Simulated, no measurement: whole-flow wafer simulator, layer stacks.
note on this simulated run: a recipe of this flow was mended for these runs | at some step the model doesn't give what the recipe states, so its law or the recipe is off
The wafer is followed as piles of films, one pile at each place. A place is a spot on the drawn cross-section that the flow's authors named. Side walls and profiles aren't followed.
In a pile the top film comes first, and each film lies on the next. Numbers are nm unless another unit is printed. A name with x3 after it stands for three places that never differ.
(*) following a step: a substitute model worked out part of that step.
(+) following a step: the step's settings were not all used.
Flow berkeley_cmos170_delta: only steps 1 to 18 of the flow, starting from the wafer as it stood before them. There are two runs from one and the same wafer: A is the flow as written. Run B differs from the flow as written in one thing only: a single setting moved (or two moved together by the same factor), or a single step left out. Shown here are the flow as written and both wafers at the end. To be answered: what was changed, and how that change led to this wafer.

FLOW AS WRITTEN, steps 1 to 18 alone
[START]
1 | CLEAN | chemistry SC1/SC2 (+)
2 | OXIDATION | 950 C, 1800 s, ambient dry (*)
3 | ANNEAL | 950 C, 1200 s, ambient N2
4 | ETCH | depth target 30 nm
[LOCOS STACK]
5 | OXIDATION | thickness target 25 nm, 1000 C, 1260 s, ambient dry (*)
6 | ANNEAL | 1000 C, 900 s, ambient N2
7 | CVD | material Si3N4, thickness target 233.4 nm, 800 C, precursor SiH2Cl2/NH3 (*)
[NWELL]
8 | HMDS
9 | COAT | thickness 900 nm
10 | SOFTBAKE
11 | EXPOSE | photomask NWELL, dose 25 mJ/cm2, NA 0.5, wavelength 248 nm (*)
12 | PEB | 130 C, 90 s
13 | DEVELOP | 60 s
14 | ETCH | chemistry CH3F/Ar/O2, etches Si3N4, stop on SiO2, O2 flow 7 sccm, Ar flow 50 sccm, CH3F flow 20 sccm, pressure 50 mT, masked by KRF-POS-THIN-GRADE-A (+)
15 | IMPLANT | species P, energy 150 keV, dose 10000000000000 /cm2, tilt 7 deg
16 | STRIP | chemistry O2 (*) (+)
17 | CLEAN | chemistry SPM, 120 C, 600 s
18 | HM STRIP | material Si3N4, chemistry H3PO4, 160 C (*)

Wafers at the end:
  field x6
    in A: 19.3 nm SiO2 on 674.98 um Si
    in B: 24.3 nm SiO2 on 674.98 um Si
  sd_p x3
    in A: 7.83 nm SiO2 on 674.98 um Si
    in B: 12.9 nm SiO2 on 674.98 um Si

The reason: step 4, ETCH: depth target 6 nm was run, whereas the flow has depth target 30 nm.

Step by step, how the change led to this:
  4 | ETCH | depth target 30 nm
      field x6, sd_p x3: A SiO2 loses 20.7 (all of it) | B SiO2 loses 6
  5 | OXIDATION | thickness target 25 nm, 1000 C, 1260 s, ambient dry (*)
      field x6, sd_p x3: A SiO2 gains 26.6 (new film), Si loses 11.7 | B SiO2 gains 16.9, Si loses 7.44
